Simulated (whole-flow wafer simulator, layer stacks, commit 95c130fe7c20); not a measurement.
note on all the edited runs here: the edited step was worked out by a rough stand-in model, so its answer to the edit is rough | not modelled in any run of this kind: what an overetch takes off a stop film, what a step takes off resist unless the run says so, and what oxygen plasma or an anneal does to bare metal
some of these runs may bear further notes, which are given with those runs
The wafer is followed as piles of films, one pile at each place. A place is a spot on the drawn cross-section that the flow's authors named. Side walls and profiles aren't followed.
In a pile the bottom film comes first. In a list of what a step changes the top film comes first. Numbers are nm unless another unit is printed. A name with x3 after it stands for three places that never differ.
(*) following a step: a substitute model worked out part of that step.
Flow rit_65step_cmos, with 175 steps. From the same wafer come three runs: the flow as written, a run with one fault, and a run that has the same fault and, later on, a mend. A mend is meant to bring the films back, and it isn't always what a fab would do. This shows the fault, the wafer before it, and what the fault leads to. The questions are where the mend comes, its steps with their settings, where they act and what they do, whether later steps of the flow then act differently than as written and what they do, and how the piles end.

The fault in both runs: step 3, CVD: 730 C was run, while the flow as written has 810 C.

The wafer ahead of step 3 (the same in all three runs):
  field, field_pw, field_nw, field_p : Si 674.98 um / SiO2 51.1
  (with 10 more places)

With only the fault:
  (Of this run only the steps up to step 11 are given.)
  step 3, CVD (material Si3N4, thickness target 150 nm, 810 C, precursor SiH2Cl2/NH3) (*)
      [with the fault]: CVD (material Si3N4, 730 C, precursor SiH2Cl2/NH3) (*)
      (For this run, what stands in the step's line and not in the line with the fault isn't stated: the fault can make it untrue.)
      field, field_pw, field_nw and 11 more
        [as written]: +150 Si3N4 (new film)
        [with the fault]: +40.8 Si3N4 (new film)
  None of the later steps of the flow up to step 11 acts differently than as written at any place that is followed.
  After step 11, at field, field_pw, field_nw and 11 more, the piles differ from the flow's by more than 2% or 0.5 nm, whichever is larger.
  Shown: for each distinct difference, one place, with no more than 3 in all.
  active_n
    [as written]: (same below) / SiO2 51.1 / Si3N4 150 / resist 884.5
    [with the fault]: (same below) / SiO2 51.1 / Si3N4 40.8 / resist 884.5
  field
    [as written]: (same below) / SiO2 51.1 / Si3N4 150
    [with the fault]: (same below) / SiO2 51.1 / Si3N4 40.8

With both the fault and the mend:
  After step 11 comes the mend.
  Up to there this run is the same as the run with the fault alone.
  step 11a, STRIP (resist, chemistry O2, 180 s) (*)
      active_n, active_p, gate_n and 7 more
        -884.5 resist (all of it)
  step 11b, CLEAN (chemistry SC2, 75 C, 600 s)
      leaves every film unchanged at each place that is followed
  step 11c, CVD (material Si3N4, thickness target 109 nm, 810 C, precursor SiH2Cl2/NH3) (*) (a further turn of the flow's step 3, with different settings)
      field, field_pw, field_nw and 11 more
        +109 Si3N4
  step 11d, HMDS (140 C, 60 s) (a further turn of the flow's step 5)
      leaves every film unchanged at each place that is followed
  step 11e, COAT (resist, thickness 1000 nm) (a further turn of the flow's step 6)
      field, field_pw, field_nw and 11 more
        +1000 resist (new film)
  step 11f, SOFTBAKE (resist, 90 C, 60 s) (a further turn of the flow's step 7)
      leaves every film unchanged at each place that is followed
  step 11g, EXPOSE (photomask M1, dose 225 mJ/cm2, NA 0.6, wavelength 365 nm) (a further turn of the flow's step 8)
      leaves every film unchanged at each place that is followed
  step 11h, PEB (resist, 110 C, 60 s) (a further turn of the flow's step 9)
      field, field_pw, field_nw and 11 more
        -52 resist
  step 11i, DEVELOP (resist, thickness 1000 nm, 50 s) (a further turn of the flow's step 10)
      field, field_pw, field_nw, field_p
        -948 resist (all of it)
  step 11j, HARDBAKE (resist, 140 C, 60 s) (a further turn of the flow's step 11)
      active_n, active_p, gate_n and 7 more
        -63.5 resist
  None of the later steps of the flow differs from how it acts as written, at any place that is followed, by more than 2% or 0.5 nm, whichever is larger.
  The piles end the same as the flow's at every place that both follow.
